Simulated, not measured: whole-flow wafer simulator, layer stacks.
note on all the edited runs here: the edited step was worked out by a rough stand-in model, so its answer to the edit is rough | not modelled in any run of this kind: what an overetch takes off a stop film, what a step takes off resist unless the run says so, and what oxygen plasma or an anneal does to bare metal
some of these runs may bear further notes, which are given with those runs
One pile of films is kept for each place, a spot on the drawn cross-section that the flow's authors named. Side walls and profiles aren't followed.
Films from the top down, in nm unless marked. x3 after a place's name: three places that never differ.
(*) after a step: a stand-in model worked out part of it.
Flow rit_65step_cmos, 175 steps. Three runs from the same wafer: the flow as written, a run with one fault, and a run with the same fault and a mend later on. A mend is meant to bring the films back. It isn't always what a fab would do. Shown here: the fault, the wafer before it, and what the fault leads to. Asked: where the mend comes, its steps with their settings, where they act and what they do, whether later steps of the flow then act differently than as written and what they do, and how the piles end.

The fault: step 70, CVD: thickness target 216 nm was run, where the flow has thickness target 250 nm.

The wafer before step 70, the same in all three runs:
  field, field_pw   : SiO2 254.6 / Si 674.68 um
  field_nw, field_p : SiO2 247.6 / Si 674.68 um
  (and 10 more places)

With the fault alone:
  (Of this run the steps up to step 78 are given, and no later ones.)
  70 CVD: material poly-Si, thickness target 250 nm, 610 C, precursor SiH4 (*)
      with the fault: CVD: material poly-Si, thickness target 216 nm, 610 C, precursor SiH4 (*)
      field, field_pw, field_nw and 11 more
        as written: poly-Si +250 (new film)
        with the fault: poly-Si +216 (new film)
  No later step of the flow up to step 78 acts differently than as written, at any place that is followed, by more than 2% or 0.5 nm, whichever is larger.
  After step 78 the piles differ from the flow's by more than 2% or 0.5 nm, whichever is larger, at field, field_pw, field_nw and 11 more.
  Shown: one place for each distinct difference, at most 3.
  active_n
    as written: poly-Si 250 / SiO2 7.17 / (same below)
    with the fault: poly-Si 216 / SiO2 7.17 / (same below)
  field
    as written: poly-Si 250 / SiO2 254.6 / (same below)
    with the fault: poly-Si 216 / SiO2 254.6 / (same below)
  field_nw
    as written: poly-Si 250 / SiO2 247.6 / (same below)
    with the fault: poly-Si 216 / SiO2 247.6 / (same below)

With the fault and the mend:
  The mend comes after step 71.
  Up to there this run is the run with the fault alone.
  71a ETCH: chemistry tmah, depth target 248.4 nm
      field, field_pw, field_nw and 11 more
        poly-Si -216 (all of it)
  71b CLEAN: chemistry SC2, 75 C, 600 s (the flow's step 66 once more)
      changes no film at any place that is followed
  71c CVD: material poly-Si, thickness target 250 nm, 610 C, precursor SiH4 (*) (the flow's step 70 once more)
      field, field_pw, field_nw and 11 more
        poly-Si +250 (new film)
  No later step of the flow acts differently than as written at any place that is followed.
  At the end the piles are the same as the flow's at every place that both follow.
